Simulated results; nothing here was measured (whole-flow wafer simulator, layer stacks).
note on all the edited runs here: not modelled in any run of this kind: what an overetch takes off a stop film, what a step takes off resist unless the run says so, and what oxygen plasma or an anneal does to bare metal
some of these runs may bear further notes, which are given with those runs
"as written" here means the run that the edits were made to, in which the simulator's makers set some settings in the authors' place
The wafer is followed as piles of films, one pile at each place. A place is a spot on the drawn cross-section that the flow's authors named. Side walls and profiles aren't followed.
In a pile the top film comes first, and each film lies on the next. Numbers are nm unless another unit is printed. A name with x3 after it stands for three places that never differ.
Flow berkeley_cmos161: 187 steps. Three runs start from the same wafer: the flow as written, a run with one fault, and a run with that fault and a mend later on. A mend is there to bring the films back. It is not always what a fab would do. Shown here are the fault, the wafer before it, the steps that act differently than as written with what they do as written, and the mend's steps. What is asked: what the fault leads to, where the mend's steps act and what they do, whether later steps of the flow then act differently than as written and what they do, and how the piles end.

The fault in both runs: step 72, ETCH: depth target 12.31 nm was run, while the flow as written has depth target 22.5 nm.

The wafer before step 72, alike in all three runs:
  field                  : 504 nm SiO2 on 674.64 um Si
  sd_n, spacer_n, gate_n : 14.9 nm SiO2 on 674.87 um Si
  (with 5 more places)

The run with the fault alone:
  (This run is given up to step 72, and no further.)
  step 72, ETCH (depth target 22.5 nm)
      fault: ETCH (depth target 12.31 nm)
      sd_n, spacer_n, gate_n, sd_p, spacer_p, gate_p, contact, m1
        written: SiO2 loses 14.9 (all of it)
        fault: SiO2 loses 12.3
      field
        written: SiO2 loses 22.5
        fault: SiO2 loses 12.3
  The piles after step 72 differ from the flow's at field, sd_n, spacer_n and 6 more by more than 2% or 0.5 nm, whichever is larger.
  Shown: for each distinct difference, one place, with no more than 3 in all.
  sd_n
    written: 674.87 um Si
    fault: 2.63 nm SiO2 on 674.87 um Si
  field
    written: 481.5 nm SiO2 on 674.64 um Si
    fault: 491.7 nm SiO2 on 674.64 um Si

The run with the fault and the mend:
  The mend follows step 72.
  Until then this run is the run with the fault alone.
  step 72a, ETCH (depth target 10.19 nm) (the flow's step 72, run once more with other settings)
      sd_n, spacer_n, gate_n, sd_p, spacer_p, gate_p, contact, m1
        SiO2 loses 2.63 (all of it)
      field
        SiO2 loses 10.2
  Later steps of the flow that are run all act as written at every place that is followed.
  The piles end the same as the flow's at every place that both follow.
